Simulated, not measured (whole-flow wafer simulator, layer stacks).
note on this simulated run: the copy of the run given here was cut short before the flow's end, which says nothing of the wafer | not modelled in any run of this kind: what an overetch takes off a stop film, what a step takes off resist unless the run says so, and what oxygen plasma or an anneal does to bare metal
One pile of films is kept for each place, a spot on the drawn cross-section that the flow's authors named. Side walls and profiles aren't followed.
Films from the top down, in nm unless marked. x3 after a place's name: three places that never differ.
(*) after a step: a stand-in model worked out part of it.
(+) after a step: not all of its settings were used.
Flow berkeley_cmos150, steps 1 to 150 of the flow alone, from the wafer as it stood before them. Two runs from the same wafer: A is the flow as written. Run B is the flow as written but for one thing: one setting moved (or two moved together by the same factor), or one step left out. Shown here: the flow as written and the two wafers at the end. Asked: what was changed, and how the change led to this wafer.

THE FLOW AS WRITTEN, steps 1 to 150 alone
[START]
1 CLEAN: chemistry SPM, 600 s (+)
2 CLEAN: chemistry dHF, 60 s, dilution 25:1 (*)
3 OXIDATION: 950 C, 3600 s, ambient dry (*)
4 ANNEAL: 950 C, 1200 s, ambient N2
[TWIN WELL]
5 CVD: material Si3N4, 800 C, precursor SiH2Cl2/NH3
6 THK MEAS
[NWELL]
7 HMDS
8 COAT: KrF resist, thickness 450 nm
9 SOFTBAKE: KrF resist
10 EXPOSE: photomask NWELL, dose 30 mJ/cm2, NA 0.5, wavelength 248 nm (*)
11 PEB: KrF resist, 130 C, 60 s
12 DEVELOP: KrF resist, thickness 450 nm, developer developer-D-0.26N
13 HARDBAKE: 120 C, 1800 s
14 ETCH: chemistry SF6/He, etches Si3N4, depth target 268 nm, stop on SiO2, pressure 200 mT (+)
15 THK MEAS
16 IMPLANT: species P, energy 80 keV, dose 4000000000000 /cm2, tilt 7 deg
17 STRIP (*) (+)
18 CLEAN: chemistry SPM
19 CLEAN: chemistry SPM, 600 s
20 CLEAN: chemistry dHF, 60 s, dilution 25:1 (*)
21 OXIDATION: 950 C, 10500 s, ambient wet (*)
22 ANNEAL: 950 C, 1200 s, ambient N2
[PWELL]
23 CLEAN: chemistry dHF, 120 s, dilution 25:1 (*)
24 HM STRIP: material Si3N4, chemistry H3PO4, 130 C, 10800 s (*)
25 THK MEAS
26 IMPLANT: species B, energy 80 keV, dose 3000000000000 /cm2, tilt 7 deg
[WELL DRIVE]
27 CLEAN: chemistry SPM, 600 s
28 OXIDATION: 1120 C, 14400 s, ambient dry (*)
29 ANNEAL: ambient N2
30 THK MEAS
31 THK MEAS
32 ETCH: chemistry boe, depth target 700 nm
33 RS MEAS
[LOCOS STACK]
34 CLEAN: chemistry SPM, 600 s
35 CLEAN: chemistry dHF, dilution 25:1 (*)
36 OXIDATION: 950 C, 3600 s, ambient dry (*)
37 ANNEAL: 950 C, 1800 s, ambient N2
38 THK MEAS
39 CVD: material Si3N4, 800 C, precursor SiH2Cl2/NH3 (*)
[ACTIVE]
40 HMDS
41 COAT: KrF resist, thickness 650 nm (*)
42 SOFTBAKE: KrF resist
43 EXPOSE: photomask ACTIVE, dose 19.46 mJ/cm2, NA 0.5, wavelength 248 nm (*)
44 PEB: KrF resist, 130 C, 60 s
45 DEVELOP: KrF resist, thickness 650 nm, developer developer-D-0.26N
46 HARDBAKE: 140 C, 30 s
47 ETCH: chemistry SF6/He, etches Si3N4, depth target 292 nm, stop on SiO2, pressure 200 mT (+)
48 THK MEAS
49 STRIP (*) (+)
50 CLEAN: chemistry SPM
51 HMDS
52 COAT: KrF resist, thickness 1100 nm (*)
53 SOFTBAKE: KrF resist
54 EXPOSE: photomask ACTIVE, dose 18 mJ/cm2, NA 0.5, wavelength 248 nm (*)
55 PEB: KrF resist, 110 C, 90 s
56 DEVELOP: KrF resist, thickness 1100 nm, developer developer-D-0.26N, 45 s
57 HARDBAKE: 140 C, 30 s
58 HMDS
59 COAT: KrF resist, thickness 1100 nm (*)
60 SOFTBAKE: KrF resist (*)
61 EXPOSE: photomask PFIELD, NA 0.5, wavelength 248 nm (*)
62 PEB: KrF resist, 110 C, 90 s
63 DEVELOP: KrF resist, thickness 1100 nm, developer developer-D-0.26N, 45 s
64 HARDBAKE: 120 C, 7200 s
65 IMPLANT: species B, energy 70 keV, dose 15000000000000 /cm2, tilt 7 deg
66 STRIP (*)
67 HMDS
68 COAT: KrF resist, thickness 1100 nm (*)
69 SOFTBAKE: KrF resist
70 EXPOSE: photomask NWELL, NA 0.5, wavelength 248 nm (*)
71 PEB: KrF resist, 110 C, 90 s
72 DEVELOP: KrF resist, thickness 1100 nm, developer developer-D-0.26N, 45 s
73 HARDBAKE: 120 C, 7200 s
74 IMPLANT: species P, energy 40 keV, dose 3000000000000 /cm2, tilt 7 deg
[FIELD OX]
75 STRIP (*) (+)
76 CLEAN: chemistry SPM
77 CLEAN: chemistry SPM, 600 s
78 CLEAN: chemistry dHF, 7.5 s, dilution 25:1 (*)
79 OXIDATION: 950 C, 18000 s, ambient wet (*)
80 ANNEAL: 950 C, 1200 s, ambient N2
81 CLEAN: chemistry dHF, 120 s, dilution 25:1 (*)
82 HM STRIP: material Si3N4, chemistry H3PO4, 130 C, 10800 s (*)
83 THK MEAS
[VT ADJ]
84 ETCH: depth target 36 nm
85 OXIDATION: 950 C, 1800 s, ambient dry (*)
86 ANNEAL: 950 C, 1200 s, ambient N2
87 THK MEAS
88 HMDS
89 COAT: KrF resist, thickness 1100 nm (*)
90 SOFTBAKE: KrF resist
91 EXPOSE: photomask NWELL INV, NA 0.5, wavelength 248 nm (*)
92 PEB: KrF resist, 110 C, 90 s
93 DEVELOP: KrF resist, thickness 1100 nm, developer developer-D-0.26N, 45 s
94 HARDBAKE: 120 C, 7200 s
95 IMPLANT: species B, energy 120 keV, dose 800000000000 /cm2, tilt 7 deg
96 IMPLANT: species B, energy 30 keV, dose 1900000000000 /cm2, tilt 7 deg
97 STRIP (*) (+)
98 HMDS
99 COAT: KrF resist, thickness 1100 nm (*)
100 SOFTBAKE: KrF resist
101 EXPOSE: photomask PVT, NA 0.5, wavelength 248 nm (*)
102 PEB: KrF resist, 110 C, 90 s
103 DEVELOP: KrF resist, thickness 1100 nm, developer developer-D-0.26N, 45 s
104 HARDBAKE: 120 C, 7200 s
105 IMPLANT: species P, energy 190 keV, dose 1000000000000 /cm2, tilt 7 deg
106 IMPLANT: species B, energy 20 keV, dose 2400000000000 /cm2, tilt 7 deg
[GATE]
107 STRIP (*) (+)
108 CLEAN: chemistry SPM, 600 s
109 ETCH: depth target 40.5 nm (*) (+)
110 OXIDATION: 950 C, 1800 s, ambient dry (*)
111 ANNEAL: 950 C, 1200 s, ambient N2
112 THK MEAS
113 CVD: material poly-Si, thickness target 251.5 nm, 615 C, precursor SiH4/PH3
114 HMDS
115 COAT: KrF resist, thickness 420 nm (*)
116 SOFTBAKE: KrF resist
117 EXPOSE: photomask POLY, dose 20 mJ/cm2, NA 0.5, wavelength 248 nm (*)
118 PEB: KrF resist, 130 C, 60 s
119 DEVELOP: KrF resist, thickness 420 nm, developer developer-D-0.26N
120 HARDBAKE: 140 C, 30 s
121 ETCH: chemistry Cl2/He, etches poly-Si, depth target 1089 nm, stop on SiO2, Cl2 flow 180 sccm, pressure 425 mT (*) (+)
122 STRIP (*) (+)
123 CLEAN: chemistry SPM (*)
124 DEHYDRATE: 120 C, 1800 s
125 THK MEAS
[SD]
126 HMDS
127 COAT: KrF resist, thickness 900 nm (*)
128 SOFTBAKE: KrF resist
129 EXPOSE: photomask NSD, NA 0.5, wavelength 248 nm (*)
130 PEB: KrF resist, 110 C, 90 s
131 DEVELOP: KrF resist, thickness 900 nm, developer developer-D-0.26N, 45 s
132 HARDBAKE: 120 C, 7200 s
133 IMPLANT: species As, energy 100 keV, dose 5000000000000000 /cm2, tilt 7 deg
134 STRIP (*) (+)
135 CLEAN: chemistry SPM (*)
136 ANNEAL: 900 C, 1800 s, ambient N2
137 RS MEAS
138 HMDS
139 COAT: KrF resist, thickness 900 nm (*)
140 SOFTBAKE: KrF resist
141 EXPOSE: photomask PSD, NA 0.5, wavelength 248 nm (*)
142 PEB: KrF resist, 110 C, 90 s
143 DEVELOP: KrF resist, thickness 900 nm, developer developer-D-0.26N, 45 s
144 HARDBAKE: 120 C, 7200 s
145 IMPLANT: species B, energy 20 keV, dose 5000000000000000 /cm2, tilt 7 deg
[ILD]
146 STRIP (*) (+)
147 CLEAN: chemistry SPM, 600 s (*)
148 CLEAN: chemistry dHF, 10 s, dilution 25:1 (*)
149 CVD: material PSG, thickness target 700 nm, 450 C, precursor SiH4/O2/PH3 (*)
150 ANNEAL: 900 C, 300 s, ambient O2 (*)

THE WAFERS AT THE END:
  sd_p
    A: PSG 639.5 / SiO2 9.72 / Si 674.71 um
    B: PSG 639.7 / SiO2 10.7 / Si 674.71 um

The cause: step 145, IMPLANT: dose 2250000000000000 /cm2 was run, where the flow has dose 5000000000000000 /cm2.

How the change led to this, step by step:
  148 CLEAN: chemistry dHF, 10 s, dilution 25:1 (*)
      sd_p: A SiO2 -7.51 | B SiO2 -6.57
